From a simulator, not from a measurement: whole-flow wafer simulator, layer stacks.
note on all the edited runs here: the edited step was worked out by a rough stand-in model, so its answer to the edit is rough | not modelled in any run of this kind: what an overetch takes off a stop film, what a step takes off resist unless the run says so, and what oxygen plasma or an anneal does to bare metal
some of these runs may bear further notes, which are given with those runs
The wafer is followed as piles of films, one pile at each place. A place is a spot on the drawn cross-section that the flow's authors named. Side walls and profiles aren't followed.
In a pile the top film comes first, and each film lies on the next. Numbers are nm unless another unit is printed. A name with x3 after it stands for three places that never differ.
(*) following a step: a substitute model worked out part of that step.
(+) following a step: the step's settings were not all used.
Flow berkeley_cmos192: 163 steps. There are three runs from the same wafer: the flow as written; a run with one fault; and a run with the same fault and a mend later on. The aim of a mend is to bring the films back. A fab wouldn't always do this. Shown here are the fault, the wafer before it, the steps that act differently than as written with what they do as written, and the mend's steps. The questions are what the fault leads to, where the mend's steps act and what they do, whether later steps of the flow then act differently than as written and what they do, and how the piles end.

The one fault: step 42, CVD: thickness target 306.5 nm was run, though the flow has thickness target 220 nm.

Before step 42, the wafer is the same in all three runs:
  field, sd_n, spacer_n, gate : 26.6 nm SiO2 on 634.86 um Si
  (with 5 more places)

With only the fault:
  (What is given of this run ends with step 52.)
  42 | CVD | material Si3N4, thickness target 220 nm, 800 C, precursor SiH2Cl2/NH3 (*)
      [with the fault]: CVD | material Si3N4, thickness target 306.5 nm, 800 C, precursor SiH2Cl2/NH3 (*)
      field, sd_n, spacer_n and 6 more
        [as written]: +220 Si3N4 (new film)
        [with the fault]: +306.5 Si3N4 (new film)
  Steps later in the flow that act otherwise than as written:
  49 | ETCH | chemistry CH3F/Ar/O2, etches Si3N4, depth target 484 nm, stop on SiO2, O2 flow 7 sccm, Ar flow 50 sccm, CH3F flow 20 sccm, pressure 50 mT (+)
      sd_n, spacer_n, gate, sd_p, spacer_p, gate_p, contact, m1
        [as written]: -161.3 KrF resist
        [with the fault]: -219 KrF resist
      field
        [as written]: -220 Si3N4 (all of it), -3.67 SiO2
        [with the fault]: -306.5 Si3N4 (all of it), -3.67 SiO2
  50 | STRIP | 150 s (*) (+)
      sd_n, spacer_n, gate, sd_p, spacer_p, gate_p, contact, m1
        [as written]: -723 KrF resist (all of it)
        [with the fault]: -665.4 KrF resist (all of it)
  After step 52, at sd_n, spacer_n, gate, sd_p, spacer_p, gate_p, contact, m1, the piles differ from the flow's by more than 2% or 0.5 nm, whichever is larger.
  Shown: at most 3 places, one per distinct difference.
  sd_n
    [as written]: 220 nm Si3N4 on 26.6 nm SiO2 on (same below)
    [with the fault]: 306.5 nm Si3N4 on 26.6 nm SiO2 on (same below)

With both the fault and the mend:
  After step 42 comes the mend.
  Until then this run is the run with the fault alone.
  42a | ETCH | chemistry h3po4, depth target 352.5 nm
      field, sd_n, spacer_n and 6 more
        -306.5 Si3N4 (all of it)
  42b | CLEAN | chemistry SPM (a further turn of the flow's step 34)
      leaves every film unchanged at each place that is followed
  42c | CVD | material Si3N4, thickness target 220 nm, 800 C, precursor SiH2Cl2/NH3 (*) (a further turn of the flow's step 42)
      field, sd_n, spacer_n and 6 more
        +220 Si3N4 (new film)
  None of the later steps of the flow acts differently than as written at any place that is followed.
  By the end, the piles equal the flow's at every place that both follow.
